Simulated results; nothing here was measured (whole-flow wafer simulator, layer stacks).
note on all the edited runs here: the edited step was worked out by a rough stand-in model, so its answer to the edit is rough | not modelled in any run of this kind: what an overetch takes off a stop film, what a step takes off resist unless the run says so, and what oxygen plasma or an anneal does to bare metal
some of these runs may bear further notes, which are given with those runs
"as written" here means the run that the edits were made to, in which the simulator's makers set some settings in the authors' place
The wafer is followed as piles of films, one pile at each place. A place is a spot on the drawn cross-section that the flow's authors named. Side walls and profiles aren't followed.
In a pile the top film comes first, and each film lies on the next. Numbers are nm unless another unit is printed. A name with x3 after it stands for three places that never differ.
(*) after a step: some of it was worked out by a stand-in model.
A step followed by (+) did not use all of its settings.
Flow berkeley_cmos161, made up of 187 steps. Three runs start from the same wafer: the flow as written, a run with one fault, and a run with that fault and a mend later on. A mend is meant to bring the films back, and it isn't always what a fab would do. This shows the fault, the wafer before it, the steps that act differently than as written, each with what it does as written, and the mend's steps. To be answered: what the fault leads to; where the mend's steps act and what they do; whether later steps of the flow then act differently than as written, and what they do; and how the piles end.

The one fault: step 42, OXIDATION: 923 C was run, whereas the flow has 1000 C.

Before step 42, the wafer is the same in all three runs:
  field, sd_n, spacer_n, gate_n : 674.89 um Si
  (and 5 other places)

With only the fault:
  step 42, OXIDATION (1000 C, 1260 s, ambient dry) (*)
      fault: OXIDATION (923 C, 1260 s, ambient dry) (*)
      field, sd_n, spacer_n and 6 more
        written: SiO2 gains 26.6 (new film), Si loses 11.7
        fault: SiO2 gains 12.4 (new film), Si loses 5.45
  Steps later in the flow that act otherwise than as written (not shown: 47 more steps that differ only slightly, by at most 2% or 0.5 nm, whichever is larger):
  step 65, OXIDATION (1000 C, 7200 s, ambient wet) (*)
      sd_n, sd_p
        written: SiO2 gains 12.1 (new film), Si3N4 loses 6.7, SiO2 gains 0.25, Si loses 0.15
        fault: SiO2 gains 12.1 (new film), Si3N4 loses 6.7
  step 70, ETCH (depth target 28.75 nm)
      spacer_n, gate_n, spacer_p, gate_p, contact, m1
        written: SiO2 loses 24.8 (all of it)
        fault: SiO2 loses 10.6 (all of it)
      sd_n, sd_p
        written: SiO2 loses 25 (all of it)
        fault: SiO2 loses 10.6 (all of it)
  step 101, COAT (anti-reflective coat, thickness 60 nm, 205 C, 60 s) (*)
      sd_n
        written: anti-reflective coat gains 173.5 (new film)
        fault: anti-reflective coat gains 165.9 (new film)
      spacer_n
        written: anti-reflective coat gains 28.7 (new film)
        fault: anti-reflective coat gains 31 (new film)
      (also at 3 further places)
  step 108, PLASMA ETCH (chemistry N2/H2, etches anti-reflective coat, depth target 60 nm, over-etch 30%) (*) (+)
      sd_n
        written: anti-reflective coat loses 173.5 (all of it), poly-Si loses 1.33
        fault: anti-reflective coat loses 165.9 (all of it), poly-Si loses 1.28
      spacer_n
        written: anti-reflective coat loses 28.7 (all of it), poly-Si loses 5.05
        fault: anti-reflective coat loses 31 (all of it), poly-Si loses 4.74
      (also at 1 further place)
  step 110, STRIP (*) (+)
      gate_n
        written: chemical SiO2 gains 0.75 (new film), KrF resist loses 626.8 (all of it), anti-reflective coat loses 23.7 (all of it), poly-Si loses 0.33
        fault: chemical SiO2 gains 0.75 (new film), KrF resist loses 620.9 (all of it), anti-reflective coat loses 25.5 (all of it), poly-Si loses 0.33
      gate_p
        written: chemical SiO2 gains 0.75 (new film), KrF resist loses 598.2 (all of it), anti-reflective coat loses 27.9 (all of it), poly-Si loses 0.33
        fault: chemical SiO2 gains 0.75 (new film), KrF resist loses 594.7 (all of it), anti-reflective coat loses 29 (all of it), poly-Si loses 0.33
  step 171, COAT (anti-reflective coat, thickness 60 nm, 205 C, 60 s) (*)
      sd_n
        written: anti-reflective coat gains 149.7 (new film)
        fault: anti-reflective coat gains 142.5 (new film)
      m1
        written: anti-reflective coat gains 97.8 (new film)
        fault: anti-reflective coat gains 95.7 (new film)
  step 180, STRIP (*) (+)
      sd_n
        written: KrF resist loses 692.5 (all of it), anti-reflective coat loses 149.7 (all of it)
        fault: KrF resist loses 693.6 (all of it), anti-reflective coat loses 142.5 (all of it)
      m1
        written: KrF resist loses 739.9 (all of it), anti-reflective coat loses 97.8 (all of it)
        fault: KrF resist loses 736.5 (all of it), anti-reflective coat loses 95.7 (all of it)
  At the end the piles are close to the flow's at the places that both follow, differing by at most 2% or 0.5 nm, whichever is larger.

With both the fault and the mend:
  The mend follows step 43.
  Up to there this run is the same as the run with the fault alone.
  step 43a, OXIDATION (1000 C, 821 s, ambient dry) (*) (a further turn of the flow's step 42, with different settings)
      field, sd_n, spacer_n and 6 more
        SiO2 gains 14.2, Si loses 6.24
  Every later step of the flow that is run acts as written, at every place that is followed, to within 2% or 0.5 nm, whichever is larger.
  At every place that both follow, the piles at the end match the flow's.
